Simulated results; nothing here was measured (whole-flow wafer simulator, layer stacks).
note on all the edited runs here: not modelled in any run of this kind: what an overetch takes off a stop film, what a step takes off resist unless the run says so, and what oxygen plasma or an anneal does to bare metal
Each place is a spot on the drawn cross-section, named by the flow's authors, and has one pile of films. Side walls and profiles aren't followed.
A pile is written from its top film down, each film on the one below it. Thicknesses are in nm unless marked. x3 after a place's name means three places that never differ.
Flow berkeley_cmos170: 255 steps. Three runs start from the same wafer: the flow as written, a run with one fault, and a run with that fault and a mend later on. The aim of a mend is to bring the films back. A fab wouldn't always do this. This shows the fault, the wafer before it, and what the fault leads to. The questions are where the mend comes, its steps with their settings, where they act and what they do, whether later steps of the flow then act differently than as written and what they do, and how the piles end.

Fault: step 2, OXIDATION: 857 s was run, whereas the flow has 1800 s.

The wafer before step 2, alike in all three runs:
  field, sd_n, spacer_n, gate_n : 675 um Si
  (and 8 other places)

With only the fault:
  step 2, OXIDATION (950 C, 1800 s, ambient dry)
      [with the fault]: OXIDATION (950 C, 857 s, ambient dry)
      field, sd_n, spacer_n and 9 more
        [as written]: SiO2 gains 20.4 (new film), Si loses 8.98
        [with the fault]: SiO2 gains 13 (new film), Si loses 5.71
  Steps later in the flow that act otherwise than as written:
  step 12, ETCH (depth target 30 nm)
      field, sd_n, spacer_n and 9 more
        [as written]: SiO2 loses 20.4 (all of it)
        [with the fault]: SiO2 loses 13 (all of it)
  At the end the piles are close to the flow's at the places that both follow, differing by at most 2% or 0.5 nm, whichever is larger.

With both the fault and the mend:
  The mend follows step 3.
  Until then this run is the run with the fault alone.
  step 3a, OXIDATION (950 C, 867 s, ambient dry) (the flow's step 2 again, with other settings)
      field, sd_n, spacer_n and 9 more
        SiO2 gains 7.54, Si loses 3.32
  Later steps of the flow that are run all act as written at every place that is followed, up to a difference of at most 2% or 0.5 nm, whichever is larger.
  By the end, the piles equal the flow's at every place that both follow.
